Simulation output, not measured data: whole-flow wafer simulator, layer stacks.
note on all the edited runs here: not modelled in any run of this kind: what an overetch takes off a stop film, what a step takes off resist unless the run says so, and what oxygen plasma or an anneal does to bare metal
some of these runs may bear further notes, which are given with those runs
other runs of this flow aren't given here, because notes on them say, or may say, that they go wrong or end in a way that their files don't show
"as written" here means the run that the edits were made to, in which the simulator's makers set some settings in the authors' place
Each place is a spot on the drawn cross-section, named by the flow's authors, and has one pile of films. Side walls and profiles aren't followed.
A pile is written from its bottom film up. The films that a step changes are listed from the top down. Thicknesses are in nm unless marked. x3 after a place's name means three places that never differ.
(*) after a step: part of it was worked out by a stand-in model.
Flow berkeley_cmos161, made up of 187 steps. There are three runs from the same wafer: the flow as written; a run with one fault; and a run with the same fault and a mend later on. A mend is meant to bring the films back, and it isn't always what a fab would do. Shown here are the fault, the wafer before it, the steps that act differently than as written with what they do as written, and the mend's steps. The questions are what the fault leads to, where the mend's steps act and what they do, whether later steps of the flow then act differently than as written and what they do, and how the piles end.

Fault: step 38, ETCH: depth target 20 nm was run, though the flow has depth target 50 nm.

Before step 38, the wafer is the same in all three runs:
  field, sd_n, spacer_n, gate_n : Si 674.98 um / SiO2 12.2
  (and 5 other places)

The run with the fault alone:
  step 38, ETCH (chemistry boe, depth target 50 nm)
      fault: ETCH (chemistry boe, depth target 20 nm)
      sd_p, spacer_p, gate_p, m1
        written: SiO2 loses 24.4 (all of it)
        fault: SiO2 loses 20
  Steps further on in the flow that do not act as written (52 other steps are not shown; they differ only slightly, by no more than 2% or 0.5 nm, whichever is larger):
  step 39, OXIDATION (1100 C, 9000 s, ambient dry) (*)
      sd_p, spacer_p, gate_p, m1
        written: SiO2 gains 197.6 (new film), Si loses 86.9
        fault: SiO2 gains 194, Si loses 85.3
  When the end is reached, the piles differ only a little from the flow's at the places that both follow, at most by 2% or 0.5 nm, whichever is larger.

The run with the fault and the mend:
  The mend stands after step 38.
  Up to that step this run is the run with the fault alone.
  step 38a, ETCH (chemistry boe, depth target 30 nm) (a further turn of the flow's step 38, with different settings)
      sd_p, spacer_p, gate_p, m1
        SiO2 loses 4.4 (all of it)
  Every later step of the flow that is run acts as written at every place that is followed.
  By the end, the piles equal the flow's at every place that both follow.
